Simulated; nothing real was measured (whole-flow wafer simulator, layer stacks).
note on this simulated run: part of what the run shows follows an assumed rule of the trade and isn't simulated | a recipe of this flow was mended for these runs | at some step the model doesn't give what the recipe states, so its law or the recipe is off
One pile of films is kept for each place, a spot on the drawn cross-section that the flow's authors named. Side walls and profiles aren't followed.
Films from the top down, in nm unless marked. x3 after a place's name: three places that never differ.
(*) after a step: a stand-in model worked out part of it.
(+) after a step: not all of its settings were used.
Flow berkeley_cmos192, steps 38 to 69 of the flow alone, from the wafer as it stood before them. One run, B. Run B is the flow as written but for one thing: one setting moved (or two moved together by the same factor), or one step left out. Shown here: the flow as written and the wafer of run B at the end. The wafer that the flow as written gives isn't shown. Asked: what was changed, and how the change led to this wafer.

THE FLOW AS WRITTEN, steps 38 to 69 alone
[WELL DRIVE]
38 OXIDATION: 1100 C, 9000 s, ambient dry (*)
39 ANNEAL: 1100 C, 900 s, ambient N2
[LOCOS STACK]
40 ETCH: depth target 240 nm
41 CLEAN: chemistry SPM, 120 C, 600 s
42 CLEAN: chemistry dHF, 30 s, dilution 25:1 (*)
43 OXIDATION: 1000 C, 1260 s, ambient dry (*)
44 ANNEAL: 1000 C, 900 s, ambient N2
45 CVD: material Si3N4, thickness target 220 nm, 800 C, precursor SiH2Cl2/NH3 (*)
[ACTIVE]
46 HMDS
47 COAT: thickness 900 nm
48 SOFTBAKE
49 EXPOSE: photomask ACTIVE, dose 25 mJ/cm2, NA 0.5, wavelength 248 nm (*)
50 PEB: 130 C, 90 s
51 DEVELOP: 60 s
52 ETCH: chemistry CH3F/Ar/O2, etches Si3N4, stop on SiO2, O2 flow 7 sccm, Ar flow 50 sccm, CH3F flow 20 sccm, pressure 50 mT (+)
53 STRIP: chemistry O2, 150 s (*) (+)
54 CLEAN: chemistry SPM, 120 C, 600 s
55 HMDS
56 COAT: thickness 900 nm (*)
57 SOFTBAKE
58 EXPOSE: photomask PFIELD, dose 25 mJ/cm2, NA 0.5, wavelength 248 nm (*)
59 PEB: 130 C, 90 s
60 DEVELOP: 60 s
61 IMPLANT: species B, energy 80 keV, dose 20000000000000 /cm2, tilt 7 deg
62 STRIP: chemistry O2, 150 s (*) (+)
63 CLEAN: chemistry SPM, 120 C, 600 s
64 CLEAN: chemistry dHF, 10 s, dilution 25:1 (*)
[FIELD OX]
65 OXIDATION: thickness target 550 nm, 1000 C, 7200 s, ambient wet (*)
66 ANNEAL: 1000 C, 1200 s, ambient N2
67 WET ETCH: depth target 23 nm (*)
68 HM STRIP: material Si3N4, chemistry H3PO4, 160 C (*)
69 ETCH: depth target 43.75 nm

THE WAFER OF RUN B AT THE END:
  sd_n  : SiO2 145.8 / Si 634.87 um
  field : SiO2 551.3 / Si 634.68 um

The cause: step 40, ETCH: depth target 240 nm, was left out.

How the change led to this, step by step:
  41 CLEAN: chemistry SPM, 120 C, 600 s
      field, sd_n, spacer_n and 6 more: nothing (as written it would be: chemical SiO2 +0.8 (new film), Si -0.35)
  42 CLEAN: chemistry dHF, 30 s, dilution 25:1 (*)
      field, sd_n, spacer_n and 6 more: SiO2 -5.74 (as written it would be: chemical SiO2 -0.8 (all of it))
  43 OXIDATION: 1000 C, 1260 s, ambient dry (*)
      field, sd_n, spacer_n and 6 more: SiO2 +7.54, Si -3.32 (as written it would be: SiO2 +26.6 (new film), Si -11.7)
  65 OXIDATION: thickness target 550 nm, 1000 C, 7200 s, ambient wet (*)
      sd_n, sd_p: SiO2 +12.1 (new film), Si3N4 -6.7 (as written it would be: SiO2 +12.1 (new film), Si3N4 -6.7, SiO2 +0.06, Si -0.06)
      gate: SiO2 +12.1 (new film), Si3N4 -6.7 (as written it would be: SiO2 +12.1 (new film), Si3N4 -6.7, SiO2 +0.05, Si -0.05)
      (and at 1 more place)
  69 ETCH: depth target 43.75 nm
      spacer_n, gate, spacer_p, gate_p, contact, m1: SiO2 -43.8 (as written it would be: SiO2 -16.7 (all of it))
      sd_n, sd_p: SiO2 -43.8 (as written it would be: SiO2 -16.8 (all of it))
